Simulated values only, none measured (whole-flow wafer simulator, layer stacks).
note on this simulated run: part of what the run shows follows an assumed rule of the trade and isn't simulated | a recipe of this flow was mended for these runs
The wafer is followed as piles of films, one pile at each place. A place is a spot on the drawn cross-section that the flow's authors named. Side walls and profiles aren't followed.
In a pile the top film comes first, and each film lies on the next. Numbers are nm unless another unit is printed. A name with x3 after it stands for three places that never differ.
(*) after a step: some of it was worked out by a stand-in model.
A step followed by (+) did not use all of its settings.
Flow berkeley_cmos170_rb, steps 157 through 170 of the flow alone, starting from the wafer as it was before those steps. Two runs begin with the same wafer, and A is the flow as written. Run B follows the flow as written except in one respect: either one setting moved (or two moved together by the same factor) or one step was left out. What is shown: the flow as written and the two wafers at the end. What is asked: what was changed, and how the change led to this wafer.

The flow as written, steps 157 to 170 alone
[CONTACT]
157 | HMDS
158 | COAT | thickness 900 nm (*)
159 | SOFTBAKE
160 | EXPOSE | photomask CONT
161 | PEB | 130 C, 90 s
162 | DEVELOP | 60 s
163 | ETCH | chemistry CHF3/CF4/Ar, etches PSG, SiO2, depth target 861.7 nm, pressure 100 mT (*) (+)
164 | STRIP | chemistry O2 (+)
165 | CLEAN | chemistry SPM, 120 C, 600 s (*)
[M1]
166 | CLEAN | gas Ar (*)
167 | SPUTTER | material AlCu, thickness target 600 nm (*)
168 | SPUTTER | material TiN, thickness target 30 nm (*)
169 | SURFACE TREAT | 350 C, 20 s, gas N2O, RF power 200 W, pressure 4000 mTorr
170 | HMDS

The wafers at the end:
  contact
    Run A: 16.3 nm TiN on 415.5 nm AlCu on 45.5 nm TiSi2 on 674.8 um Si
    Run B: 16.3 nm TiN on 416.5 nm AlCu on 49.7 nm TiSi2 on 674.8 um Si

The reason: step 163, ETCH: depth target 777.4 nm was run, though the flow has depth target 861.7 nm.

Step by step, how the change led to this:
  163 | ETCH | chemistry CHF3/CF4/Ar, etches PSG, SiO2, depth target 861.7 nm, pressure 100 mT (*) (+)
      field, sd_n, spacer_n, gate, sd_p, spacer_p, gate_p, m1: A KrF-resist loses 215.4 | B KrF-resist loses 194.3
      contact: A PSG loses 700 (all of it), TiSi2 loses 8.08 | B PSG loses 700 (all of it), TiSi2 loses 3.87
  164 | STRIP | chemistry O2 (+)
      field: A KrF-resist loses 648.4 (all of it) | B KrF-resist loses 669.4 (all of it)
      sd_n: A KrF-resist loses 772.5 (all of it) | B KrF-resist loses 793.6 (all of it)
      (as well as at 6 more places)
